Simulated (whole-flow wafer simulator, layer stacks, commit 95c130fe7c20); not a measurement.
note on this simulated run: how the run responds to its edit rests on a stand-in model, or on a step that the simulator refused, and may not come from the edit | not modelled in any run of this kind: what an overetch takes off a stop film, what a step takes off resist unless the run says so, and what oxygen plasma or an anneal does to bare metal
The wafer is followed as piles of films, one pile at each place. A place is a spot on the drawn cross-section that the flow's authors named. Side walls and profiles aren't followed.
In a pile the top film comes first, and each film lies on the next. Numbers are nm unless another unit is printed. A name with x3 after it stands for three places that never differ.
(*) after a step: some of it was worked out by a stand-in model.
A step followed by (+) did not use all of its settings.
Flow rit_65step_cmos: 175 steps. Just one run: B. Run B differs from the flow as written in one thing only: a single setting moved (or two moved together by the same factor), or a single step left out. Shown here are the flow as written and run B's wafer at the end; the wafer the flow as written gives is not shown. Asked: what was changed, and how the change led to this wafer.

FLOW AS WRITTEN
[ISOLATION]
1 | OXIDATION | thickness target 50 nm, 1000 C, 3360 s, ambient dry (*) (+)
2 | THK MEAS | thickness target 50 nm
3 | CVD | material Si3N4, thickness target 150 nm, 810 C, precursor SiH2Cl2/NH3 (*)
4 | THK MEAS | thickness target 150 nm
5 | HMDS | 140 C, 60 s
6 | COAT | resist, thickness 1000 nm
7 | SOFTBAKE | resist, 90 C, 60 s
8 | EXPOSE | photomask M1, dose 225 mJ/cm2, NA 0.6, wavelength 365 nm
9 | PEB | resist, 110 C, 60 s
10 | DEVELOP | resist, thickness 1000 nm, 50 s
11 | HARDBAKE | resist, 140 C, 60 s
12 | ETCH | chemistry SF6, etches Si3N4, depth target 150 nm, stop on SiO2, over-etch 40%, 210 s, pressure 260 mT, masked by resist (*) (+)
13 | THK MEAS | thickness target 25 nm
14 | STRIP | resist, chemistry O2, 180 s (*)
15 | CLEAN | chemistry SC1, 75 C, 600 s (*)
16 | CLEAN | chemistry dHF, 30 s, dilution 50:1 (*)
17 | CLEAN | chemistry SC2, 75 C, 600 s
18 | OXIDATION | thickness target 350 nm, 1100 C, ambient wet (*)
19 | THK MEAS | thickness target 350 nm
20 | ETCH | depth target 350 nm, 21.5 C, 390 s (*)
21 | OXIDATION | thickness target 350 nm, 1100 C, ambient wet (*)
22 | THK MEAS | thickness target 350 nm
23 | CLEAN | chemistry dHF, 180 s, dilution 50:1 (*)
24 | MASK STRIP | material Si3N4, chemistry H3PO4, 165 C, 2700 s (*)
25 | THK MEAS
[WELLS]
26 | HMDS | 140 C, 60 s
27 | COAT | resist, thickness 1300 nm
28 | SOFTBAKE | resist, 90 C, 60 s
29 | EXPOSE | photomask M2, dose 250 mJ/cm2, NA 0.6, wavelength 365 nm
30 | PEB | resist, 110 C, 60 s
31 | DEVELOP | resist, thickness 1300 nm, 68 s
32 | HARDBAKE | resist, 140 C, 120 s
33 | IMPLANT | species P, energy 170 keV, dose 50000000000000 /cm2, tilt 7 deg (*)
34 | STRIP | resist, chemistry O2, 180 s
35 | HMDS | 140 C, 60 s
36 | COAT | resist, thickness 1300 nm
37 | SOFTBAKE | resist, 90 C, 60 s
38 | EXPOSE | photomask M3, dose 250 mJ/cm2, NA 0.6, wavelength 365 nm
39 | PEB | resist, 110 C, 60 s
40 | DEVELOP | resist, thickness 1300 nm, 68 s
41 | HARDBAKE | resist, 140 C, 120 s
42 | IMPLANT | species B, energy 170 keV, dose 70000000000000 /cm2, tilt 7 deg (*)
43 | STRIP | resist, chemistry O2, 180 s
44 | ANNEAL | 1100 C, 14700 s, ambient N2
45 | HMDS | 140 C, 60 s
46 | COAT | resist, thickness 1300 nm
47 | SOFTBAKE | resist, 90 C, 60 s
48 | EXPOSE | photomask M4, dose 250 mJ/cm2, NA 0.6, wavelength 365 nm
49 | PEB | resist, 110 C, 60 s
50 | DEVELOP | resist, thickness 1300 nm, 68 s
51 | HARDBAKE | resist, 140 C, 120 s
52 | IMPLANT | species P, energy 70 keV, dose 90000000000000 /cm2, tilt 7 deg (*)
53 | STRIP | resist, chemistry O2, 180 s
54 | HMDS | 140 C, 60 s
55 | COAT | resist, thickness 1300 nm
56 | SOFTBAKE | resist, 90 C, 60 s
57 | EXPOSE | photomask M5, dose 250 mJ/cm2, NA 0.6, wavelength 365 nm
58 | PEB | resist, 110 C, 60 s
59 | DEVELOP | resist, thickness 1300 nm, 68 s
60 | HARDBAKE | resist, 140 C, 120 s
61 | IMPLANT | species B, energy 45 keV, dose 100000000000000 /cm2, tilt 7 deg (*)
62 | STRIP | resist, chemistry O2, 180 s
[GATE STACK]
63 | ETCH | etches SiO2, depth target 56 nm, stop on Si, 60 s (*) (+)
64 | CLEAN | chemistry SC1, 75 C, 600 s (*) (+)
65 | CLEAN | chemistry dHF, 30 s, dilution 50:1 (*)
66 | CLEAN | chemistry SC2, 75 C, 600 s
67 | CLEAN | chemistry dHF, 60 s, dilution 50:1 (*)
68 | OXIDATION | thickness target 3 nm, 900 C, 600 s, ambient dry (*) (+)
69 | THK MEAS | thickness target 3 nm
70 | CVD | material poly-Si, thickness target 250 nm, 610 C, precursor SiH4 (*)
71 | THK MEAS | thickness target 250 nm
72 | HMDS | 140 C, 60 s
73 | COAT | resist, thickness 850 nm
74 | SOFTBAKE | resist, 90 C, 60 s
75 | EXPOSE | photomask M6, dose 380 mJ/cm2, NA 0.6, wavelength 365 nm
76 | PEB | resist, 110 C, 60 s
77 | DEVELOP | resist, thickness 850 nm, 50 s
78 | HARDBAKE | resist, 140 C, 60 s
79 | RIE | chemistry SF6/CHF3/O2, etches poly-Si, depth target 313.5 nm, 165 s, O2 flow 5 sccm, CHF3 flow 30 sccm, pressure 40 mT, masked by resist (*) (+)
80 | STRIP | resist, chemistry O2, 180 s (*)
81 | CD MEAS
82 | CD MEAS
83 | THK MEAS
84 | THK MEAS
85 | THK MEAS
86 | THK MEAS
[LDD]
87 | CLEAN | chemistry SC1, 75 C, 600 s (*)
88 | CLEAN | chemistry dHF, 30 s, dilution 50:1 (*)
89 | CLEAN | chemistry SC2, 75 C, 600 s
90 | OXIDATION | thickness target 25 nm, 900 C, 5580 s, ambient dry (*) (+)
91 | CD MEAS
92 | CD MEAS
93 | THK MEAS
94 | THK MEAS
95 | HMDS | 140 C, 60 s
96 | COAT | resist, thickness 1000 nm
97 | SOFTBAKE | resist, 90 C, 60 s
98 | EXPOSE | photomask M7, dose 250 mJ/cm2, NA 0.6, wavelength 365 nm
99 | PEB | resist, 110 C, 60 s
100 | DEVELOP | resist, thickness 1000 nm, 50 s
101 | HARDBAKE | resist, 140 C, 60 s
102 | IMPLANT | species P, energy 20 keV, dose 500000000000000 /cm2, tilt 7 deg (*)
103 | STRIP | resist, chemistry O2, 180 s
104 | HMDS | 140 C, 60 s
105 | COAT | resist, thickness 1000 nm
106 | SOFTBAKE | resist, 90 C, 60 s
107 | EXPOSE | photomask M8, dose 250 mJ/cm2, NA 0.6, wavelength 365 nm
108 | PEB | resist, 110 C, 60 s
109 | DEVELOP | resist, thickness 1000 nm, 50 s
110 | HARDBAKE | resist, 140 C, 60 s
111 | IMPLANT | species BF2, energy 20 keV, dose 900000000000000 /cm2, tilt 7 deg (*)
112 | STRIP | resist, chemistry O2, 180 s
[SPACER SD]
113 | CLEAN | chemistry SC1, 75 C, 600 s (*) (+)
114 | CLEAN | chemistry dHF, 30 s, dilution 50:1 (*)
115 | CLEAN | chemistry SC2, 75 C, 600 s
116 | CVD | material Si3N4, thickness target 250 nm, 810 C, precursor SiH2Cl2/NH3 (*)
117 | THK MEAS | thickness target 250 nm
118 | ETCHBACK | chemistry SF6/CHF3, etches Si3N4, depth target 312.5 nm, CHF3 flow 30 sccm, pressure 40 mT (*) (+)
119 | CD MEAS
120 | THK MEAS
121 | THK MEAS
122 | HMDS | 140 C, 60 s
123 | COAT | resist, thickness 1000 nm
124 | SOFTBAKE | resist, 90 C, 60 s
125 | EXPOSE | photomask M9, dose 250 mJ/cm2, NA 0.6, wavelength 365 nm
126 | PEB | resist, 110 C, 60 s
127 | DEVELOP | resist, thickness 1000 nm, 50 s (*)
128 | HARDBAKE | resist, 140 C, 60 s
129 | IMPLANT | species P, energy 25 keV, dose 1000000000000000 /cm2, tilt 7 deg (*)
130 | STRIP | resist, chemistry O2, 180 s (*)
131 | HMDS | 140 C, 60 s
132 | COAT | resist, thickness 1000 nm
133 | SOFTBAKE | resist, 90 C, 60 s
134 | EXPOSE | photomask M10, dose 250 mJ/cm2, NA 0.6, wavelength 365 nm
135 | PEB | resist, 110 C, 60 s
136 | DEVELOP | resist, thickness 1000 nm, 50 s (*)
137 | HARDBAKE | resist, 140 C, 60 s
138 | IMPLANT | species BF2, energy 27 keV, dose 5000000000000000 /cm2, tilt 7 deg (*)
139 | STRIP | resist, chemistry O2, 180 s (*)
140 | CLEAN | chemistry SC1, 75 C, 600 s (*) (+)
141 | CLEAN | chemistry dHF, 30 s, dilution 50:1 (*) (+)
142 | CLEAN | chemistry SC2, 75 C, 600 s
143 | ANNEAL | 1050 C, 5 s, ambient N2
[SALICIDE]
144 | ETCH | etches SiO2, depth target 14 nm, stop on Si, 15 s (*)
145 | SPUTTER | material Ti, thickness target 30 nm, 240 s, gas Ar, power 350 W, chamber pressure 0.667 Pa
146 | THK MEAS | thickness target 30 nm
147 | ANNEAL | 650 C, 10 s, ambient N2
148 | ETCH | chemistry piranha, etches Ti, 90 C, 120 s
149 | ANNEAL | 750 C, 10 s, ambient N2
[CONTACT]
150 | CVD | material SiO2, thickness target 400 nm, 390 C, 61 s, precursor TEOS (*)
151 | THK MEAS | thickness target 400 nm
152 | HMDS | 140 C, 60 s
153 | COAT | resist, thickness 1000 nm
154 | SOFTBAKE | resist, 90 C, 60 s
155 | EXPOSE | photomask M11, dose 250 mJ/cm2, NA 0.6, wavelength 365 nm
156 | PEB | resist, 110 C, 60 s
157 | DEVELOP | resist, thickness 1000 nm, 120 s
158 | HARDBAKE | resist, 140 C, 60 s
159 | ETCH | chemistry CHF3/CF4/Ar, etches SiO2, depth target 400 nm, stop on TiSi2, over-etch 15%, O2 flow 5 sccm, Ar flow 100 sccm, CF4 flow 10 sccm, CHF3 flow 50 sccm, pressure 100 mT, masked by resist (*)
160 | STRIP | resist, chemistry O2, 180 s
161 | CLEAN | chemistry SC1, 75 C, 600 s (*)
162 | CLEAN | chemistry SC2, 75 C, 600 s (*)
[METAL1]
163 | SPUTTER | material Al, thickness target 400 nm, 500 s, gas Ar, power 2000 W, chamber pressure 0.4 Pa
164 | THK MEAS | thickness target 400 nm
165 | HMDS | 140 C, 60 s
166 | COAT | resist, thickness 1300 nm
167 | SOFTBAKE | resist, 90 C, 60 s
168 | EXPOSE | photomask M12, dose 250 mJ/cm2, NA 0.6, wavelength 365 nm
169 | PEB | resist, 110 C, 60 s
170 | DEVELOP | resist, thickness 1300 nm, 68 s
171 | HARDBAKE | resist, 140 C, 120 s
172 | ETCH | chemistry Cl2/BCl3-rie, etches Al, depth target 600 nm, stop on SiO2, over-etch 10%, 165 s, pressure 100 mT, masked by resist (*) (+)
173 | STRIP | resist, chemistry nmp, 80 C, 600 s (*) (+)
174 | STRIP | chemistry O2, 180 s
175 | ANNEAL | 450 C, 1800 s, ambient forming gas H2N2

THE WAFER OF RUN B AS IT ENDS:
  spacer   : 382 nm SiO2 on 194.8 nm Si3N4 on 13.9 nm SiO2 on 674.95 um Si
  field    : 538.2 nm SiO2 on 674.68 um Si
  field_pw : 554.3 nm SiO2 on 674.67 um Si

Cause: step 163, SPUTTER: thickness target 549 nm was run, though the flow has thickness target 400 nm; step 163, SPUTTER: 686 s was run, where the flow has 500 s.

Step by step, how the change led to this:
  163 | SPUTTER | material Al, thickness target 400 nm, 500 s, gas Ar, power 2000 W, chamber pressure 0.4 Pa
      field, field_pw, field_p, spacer, spacer_p: +549 Al (new film) (as written it would have been: +400 Al (new film))
      gate_n, gate_p: +523.4 Al (new film) (as written it would have been: +396 Al (new film))
      (as well as at 1 more place)
  166 | COAT | resist, thickness 1300 nm
      gate_n: +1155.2 resist (new film) (as written it would have been: +1131.7 resist (new film))
  169 | PEB | resist, 110 C, 60 s
      gate_n: -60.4 resist (as written it would have been: -59.1 resist)
      gate_p: -60.6 resist (as written it would have been: -59.3 resist)
  170 | DEVELOP | resist, thickness 1300 nm, 68 s
      gate_n: -1094.8 resist (all of it) (as written it would have been: -1072.6 resist (all of it))
  172 | ETCH | chemistry Cl2/BCl3-rie, etches Al, depth target 600 nm, stop on SiO2, over-etch 10%, 165 s, pressure 100 mT, masked by resist (*) (+)
      field, field_pw, field_p, spacer, spacer_p: -549 Al (all of it), -13.9 SiO2 (as written it would have been: -400 Al (all of it), -32.5 SiO2)
      gate_n, gate_p: -523.4 Al (all of it), -17.1 SiO2 (as written it would have been: -396 Al (all of it), -33 SiO2)
      (as well as at 1 more place)
